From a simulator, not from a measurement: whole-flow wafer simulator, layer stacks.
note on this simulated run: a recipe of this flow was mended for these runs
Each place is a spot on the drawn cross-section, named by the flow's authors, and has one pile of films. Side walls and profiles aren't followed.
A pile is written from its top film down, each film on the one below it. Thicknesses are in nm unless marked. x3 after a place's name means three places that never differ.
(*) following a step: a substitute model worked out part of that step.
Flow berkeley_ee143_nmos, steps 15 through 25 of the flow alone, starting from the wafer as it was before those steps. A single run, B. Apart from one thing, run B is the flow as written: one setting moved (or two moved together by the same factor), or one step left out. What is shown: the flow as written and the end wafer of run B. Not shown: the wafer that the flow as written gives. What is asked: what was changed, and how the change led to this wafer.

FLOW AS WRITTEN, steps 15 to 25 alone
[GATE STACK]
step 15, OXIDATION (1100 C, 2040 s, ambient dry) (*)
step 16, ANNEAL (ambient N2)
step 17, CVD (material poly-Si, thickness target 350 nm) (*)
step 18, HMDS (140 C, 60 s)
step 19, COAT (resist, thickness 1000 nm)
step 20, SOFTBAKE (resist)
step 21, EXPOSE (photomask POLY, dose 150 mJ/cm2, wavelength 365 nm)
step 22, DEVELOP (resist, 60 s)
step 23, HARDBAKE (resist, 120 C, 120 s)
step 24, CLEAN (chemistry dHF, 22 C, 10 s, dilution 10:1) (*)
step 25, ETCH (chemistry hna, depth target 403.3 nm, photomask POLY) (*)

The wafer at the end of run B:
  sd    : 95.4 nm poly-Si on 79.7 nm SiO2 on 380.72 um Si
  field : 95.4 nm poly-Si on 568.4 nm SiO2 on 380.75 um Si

Cause: step 25, ETCH: depth target 254.6 nm was run, whereas the flow has depth target 403.3 nm.

Step by step, how the change led to this:
  step 25, ETCH (chemistry hna, depth target 403.3 nm, photomask POLY) (*)
      sd, contact, field: -254.6 poly-Si (it would be, as written: -350 poly-Si (all of it), -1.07 SiO2)
